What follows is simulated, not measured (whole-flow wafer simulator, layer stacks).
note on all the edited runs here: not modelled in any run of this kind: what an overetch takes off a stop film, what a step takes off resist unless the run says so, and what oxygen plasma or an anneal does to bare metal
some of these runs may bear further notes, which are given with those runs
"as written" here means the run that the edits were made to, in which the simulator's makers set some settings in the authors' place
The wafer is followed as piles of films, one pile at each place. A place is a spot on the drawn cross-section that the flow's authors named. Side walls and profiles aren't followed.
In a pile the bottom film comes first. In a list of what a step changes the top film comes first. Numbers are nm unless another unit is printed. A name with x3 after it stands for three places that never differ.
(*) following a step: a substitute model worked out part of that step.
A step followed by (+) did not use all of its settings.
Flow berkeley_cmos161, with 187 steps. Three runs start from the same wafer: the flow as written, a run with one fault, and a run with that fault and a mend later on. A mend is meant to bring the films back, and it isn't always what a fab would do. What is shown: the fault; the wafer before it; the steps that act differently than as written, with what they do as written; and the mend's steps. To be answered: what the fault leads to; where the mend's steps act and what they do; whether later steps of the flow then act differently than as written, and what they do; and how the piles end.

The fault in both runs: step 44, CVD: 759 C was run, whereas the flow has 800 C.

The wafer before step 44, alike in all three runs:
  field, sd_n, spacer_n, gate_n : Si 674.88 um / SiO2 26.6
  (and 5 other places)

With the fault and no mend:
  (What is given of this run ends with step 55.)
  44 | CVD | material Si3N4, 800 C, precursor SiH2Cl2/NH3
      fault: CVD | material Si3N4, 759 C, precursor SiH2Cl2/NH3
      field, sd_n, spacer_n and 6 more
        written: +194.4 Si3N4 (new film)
        fault: +114.8 Si3N4 (new film)
  Steps further on in the flow that do not act as written:
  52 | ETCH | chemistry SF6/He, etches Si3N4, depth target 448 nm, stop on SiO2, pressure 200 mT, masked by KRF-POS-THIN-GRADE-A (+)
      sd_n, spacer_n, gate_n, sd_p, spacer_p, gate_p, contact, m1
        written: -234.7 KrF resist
        fault: -148.1 KrF resist
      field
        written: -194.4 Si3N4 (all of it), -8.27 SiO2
        fault: -114.8 Si3N4 (all of it), -8.27 SiO2
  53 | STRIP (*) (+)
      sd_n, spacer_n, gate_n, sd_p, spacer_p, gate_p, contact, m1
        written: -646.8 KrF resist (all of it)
        fault: -733.3 KrF resist (all of it)
  After step 55, at sd_n, spacer_n, gate_n, sd_p, spacer_p, gate_p, contact, m1, the piles differ from the flow's by more than 2% or 0.5 nm, whichever is larger.
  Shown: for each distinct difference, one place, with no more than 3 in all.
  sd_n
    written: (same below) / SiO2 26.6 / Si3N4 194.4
    fault: (same below) / SiO2 26.6 / Si3N4 114.8

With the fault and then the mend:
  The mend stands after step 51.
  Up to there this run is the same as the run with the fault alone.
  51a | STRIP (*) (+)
      sd_n, spacer_n, gate_n, sd_p, spacer_p, gate_p, contact, m1
        -881.5 KrF resist (all of it)
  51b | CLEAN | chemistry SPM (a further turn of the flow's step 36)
      alters no film at any place that is followed
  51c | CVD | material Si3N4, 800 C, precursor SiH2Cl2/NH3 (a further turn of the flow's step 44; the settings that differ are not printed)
      field, sd_n, spacer_n and 6 more
        +79.7 Si3N4
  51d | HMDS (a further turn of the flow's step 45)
      alters no film at any place that is followed
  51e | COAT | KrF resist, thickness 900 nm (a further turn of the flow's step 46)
      field, sd_n, spacer_n and 6 more
        +900 KrF resist (new film)
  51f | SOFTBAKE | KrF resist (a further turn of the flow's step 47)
      alters no film at any place that is followed
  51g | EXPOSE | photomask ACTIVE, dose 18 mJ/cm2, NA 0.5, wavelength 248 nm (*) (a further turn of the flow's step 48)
      alters no film at any place that is followed
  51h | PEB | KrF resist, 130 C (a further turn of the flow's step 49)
      field, sd_n, spacer_n and 6 more
        -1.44 KrF resist
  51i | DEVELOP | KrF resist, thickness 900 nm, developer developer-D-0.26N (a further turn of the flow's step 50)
      sd_n, spacer_n, gate_n, sd_p, spacer_p, gate_p, contact, m1
        -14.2 KrF resist
      field
        -898.6 KrF resist (all of it)
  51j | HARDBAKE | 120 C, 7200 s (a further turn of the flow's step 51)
      sd_n, spacer_n, gate_n, sd_p, spacer_p, gate_p, contact, m1
        -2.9 KrF resist
  Later steps of the flow that are run all act as written at every place that is followed, up to a difference of at most 2% or 0.5 nm, whichever is larger.
  The piles end the same as the flow's at every place that both follow.
